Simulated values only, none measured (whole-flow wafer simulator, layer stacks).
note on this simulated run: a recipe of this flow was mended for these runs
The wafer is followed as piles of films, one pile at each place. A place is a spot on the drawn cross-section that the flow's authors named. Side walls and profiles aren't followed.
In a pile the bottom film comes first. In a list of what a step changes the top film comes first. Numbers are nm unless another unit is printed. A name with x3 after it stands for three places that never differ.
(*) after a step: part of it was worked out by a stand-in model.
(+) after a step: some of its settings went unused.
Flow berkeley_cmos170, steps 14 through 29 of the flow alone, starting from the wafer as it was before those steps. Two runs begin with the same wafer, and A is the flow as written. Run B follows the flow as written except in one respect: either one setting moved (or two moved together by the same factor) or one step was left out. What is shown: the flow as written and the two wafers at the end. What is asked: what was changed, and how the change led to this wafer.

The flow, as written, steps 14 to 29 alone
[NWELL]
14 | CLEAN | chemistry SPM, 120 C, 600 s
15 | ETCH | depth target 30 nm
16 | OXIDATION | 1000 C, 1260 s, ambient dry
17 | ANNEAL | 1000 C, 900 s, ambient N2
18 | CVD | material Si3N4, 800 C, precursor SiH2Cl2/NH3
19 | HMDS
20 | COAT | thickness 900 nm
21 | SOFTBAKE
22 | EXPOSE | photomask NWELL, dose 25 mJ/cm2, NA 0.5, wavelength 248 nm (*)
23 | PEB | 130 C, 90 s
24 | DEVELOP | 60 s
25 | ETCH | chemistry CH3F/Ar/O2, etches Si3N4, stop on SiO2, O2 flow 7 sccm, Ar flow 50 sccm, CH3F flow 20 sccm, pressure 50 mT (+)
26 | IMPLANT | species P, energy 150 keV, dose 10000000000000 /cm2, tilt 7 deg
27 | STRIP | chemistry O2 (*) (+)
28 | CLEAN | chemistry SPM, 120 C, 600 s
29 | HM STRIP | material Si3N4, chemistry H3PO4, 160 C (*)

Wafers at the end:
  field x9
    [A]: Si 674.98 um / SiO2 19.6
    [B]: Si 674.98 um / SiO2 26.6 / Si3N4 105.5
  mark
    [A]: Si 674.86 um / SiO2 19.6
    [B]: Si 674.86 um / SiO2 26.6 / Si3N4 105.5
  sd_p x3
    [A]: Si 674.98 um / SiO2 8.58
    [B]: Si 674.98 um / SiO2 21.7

The reason: step 29, HM STRIP: 128 C was run, whereas the flow has 160 C.

Step by step, how the change led to this:
  29 | HM STRIP | material Si3N4, chemistry H3PO4, 160 C (*)
      field x9, mark: A -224 Si3N4 (all of it), -7 SiO2 | B -118.5 Si3N4
      sd_p x3: A -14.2 SiO2 | B -1.1 SiO2
